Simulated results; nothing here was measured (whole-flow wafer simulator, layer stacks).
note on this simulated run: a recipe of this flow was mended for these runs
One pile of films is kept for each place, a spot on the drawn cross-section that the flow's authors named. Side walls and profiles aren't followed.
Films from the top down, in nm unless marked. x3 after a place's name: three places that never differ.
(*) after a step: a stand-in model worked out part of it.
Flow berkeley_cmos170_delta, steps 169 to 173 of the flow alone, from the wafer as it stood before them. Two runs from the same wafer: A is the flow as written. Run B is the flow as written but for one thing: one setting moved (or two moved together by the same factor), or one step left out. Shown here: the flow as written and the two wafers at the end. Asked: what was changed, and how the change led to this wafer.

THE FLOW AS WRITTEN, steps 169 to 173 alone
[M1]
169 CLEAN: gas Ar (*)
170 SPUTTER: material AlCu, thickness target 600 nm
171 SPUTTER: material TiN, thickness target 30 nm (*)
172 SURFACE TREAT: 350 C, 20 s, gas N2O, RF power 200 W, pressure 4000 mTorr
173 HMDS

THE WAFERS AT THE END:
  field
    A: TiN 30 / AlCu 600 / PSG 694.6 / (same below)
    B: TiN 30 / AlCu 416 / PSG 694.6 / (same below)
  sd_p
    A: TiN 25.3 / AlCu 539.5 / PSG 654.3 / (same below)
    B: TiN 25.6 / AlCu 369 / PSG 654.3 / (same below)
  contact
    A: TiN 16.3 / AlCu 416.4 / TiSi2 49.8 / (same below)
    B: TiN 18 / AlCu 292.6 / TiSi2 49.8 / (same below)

The cause: step 170, SPUTTER: thickness target 416 nm was run, where the flow has thickness target 600 nm.
It can be read off the wafer: field has AlCu 416, and step 170 as written asks for 600 nm.

How the change led to this, step by step:
  170 SPUTTER: material AlCu, thickness target 600 nm
      field, sd_n, spacer_n, gate, spacer_p, gate_p, m1: A AlCu +600 (new film) | B AlCu +416 (new film)
      sd_p: A AlCu +539.5 (new film) | B AlCu +369 (new film)
      (and at 1 more place)
  171 SPUTTER: material TiN, thickness target 30 nm (*)
      contact: A TiN +16.3 (new film) | B TiN +18 (new film)
